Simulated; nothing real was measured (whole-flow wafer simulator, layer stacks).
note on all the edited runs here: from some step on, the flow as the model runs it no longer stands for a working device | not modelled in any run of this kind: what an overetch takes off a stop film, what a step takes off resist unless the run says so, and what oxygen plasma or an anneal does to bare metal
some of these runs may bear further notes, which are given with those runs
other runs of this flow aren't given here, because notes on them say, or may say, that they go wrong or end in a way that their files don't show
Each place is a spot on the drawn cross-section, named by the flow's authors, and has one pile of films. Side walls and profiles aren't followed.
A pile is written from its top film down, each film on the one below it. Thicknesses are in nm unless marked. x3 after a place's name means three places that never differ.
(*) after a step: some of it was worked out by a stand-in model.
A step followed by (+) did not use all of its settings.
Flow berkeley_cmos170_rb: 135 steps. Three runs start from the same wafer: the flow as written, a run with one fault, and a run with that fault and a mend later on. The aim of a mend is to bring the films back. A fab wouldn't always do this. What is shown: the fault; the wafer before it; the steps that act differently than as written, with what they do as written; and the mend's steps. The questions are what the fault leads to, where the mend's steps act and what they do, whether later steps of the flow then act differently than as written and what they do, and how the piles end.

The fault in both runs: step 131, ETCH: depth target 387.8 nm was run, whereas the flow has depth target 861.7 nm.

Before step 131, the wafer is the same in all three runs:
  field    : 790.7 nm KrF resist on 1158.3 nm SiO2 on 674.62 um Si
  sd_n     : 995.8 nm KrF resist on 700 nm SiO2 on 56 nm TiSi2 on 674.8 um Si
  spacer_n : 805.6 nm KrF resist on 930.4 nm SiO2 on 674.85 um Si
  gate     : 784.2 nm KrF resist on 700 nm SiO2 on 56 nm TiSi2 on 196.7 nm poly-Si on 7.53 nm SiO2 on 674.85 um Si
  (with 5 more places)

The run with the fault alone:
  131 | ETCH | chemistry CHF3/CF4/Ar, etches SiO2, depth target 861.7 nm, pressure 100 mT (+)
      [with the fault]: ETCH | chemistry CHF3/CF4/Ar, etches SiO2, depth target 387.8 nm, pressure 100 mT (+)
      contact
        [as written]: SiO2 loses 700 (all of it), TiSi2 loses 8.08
        [with the fault]: SiO2 loses 387.8
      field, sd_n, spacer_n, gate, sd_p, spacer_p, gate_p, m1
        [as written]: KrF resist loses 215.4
        [with the fault]: KrF resist loses 96.9
  Later steps of the flow acting differently than as written:
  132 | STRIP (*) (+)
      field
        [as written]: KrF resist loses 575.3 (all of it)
        [with the fault]: KrF resist loses 693.8 (all of it)
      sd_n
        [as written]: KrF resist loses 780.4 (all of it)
        [with the fault]: KrF resist loses 898.9 (all of it)
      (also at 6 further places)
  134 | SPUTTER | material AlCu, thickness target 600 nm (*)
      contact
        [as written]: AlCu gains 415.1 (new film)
        [with the fault]: AlCu gains 502.8 (new film)
  By the end, the piles at contact depart from the flow's by more than 2% or 0.5 nm, whichever is larger.
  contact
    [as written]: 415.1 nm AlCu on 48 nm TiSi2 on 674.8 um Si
    [with the fault]: 502.8 nm AlCu on 312.2 nm SiO2 on 56 nm TiSi2 on 674.8 um Si

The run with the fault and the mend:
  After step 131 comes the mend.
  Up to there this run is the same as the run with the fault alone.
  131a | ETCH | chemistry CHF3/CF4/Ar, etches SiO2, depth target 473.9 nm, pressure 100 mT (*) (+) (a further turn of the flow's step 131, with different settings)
      field, sd_n, spacer_n, gate, sd_p, spacer_p, gate_p, m1
        KrF resist loses 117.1
      contact
        SiO2 loses 312.2 (all of it), TiSi2 loses 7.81
  None of the later steps of the flow differs from how it acts as written, at any place that is followed, by more than 2% or 0.5 nm, whichever is larger.
  The piles end only slightly different from the flow's at the places that both follow, by no more than 2% or 0.5 nm, whichever is larger.
